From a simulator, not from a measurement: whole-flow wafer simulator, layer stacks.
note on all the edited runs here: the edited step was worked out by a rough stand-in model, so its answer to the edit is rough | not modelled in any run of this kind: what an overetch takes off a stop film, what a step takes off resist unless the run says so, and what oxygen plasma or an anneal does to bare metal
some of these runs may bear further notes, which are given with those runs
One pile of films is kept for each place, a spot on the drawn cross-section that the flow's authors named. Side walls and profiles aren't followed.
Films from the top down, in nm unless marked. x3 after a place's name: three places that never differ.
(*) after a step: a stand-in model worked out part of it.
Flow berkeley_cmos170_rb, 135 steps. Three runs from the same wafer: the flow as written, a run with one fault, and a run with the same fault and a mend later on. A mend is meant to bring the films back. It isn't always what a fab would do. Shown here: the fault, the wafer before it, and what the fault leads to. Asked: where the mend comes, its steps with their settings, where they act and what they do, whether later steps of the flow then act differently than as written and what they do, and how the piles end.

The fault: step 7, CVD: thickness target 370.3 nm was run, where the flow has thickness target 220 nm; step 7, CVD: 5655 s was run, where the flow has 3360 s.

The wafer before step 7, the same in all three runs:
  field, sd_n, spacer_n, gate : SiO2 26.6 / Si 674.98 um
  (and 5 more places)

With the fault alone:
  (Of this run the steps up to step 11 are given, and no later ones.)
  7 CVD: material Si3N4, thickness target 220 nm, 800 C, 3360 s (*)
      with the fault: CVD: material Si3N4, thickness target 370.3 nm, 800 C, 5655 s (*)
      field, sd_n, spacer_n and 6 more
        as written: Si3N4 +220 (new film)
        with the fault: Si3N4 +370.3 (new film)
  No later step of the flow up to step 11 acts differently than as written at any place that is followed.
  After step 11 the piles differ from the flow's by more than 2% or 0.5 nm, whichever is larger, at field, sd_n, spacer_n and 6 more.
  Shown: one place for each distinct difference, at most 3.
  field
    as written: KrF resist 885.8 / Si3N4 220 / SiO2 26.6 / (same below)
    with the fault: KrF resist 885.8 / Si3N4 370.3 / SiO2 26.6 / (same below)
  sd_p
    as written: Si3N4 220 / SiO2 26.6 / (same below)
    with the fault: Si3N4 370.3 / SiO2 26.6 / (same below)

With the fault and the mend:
  The mend comes after step 7.
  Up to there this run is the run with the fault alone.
  7a ETCH: chemistry h3po4, depth target 150.3 nm
      field, sd_n, spacer_n and 6 more
        Si3N4 -150.3
  No later step of the flow acts differently than as written at any place that is followed.
  At the end the piles are the same as the flow's at every place that both follow.
